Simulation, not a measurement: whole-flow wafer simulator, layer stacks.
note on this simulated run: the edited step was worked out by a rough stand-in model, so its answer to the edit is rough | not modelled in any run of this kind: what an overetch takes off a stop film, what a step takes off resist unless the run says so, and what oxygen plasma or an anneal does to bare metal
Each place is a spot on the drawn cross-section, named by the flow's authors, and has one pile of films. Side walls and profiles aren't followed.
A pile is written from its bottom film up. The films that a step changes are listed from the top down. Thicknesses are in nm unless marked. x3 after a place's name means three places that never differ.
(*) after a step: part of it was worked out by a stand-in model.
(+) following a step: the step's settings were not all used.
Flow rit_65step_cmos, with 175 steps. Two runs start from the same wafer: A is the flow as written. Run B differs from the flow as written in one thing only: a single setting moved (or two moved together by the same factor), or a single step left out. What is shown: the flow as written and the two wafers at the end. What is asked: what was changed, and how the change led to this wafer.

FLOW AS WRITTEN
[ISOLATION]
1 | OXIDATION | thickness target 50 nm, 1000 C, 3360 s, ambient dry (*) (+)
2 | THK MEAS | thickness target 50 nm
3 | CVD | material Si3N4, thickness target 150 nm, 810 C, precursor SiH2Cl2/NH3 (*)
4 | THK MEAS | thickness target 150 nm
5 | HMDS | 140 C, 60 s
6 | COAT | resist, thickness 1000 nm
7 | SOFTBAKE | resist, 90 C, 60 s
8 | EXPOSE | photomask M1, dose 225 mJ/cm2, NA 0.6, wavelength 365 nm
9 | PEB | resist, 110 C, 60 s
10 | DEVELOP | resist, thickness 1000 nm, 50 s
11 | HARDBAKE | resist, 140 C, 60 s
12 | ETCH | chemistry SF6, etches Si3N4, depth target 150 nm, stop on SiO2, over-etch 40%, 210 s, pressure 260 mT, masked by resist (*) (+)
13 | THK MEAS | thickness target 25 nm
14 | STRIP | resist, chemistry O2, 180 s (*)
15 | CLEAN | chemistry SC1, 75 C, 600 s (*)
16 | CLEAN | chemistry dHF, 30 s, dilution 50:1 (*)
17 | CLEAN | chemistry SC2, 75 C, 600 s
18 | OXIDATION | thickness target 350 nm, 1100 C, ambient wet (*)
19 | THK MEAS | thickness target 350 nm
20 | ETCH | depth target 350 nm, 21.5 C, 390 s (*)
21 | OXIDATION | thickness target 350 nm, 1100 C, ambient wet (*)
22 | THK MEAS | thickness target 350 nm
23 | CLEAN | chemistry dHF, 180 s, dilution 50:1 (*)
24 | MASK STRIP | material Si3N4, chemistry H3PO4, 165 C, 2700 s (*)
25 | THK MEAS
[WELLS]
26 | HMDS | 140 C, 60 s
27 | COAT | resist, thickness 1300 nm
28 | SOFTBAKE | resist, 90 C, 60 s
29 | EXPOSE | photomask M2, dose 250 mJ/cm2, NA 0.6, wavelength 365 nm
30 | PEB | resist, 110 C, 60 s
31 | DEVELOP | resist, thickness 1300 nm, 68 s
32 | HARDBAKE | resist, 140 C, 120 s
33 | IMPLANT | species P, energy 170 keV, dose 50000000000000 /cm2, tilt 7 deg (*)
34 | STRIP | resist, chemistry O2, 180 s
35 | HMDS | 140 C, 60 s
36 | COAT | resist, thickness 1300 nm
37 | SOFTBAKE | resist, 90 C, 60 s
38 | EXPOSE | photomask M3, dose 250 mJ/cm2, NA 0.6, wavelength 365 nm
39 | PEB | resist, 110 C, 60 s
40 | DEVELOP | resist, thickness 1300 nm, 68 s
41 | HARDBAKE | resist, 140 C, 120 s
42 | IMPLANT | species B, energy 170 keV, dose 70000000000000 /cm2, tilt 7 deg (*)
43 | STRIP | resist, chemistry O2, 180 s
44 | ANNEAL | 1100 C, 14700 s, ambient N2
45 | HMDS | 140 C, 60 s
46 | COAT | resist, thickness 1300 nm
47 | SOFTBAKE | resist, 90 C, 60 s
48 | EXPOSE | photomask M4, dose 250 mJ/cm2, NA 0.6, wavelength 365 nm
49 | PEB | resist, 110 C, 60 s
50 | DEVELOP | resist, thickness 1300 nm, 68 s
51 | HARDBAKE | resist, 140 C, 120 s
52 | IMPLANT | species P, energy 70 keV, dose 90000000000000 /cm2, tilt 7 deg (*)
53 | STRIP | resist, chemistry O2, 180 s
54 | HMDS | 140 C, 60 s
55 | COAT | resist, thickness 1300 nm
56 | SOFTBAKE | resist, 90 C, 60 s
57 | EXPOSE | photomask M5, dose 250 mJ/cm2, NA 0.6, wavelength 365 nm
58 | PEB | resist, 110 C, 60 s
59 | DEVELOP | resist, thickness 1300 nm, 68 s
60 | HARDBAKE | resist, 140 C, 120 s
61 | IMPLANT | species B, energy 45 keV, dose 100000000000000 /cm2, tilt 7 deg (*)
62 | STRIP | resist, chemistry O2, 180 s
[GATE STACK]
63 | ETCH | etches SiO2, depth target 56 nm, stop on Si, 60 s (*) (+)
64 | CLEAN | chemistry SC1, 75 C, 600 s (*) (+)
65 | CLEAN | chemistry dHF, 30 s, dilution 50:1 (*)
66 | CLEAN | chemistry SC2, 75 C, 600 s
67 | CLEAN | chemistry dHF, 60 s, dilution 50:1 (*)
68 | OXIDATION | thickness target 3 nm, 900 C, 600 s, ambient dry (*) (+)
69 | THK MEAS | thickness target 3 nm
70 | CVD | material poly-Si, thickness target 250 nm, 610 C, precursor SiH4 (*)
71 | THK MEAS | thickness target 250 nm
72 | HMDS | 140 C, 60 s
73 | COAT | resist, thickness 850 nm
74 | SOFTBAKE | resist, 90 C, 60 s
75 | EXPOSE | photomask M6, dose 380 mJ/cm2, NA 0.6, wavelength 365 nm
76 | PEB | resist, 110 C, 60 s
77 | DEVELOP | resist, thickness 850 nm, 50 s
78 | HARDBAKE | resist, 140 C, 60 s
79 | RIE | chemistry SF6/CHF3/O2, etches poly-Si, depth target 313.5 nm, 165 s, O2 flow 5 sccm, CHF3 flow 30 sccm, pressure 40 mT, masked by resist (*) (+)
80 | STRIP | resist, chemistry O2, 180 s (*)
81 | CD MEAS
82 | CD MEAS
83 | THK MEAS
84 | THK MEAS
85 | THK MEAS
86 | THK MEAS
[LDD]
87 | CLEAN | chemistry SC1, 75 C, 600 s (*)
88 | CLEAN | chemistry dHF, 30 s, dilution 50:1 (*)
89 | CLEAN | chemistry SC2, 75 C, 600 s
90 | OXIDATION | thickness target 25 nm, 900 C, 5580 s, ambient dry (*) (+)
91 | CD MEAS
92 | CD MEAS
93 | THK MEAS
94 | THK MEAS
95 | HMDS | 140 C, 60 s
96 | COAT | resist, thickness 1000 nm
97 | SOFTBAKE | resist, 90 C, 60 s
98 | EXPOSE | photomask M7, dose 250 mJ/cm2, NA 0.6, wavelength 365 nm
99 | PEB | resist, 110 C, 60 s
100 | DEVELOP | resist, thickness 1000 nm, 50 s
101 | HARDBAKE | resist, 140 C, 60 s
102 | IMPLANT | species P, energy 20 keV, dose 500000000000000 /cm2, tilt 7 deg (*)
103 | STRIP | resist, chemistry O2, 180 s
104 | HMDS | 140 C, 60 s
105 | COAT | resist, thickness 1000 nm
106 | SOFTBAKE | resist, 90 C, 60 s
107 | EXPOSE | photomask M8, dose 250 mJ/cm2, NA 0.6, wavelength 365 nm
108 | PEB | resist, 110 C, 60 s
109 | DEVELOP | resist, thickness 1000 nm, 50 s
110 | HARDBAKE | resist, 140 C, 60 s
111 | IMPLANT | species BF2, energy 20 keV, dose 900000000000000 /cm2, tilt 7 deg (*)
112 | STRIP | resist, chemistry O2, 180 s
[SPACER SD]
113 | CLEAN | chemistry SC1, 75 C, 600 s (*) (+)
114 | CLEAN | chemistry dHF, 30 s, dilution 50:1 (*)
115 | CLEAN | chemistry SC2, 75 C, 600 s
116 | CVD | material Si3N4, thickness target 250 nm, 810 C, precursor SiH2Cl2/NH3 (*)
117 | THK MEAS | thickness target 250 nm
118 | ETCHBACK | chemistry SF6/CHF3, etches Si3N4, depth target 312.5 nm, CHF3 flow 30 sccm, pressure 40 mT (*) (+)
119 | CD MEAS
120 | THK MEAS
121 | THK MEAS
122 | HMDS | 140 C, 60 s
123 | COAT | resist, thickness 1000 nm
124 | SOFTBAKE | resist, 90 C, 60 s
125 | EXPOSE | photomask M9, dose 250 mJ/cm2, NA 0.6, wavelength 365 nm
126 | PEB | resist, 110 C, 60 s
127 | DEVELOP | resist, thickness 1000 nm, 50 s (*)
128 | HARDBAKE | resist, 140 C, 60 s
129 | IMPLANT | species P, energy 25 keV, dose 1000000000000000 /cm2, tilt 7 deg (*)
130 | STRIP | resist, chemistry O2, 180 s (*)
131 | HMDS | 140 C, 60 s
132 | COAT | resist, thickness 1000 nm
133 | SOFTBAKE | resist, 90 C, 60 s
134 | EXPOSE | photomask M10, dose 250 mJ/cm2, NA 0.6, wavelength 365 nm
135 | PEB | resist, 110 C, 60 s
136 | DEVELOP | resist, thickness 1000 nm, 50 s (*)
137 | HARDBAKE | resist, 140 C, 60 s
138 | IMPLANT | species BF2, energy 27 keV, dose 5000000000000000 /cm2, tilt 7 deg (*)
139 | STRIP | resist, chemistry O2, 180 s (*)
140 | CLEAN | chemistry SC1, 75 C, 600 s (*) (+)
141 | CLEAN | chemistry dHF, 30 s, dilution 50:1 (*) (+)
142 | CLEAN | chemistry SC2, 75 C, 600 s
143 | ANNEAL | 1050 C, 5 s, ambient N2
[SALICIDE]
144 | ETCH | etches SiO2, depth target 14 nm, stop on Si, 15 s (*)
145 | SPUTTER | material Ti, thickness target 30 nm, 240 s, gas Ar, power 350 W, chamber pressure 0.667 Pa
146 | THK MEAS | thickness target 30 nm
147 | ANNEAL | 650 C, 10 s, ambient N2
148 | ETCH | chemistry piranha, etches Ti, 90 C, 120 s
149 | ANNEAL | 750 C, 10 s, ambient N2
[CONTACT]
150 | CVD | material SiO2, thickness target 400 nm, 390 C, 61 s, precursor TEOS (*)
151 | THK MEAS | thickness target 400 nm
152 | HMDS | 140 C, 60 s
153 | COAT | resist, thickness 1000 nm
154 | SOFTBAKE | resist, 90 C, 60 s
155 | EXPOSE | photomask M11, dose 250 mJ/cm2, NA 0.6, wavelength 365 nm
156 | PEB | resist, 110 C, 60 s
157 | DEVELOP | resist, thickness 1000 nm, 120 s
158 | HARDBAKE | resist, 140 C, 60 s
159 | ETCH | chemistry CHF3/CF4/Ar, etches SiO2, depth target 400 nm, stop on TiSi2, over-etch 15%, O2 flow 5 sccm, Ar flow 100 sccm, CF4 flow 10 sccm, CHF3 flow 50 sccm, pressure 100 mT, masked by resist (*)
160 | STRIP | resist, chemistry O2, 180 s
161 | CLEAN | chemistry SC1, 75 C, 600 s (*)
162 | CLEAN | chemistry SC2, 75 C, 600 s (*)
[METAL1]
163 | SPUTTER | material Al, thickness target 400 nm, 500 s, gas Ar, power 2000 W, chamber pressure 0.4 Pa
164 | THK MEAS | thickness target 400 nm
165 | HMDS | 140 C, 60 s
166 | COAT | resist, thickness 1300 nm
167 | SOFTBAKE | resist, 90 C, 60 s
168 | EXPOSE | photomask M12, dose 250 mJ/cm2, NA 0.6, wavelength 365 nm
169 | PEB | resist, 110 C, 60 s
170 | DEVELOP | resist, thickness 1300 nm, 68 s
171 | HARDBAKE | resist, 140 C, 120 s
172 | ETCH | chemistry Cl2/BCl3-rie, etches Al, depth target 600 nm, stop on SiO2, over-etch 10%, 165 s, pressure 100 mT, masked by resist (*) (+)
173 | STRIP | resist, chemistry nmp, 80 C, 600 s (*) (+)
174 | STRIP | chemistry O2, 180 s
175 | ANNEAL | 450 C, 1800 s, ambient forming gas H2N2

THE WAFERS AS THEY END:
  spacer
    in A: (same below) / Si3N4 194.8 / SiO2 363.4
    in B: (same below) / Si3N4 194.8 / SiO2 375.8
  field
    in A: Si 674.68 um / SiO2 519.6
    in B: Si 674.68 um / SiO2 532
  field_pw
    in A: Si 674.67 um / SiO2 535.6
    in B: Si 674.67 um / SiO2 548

What caused this: step 172, ETCH: depth target 510 nm was run, whereas the flow has depth target 600 nm.

How this came from the change, step by step:
  172 | ETCH | chemistry Cl2/BCl3-rie, etches Al, depth target 600 nm, stop on SiO2, over-etch 10%, 165 s, pressure 100 mT, masked by resist (*) (+)
      field, field_pw, field_p, spacer, spacer_p: A Al loses 400 (all of it), SiO2 loses 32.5 | B Al loses 400 (all of it), SiO2 loses 20.1
      gate_n, gate_p: A Al loses 396 (all of it), SiO2 loses 33 | B Al loses 396 (all of it), SiO2 loses 20.6
      (and at 1 other place as well)
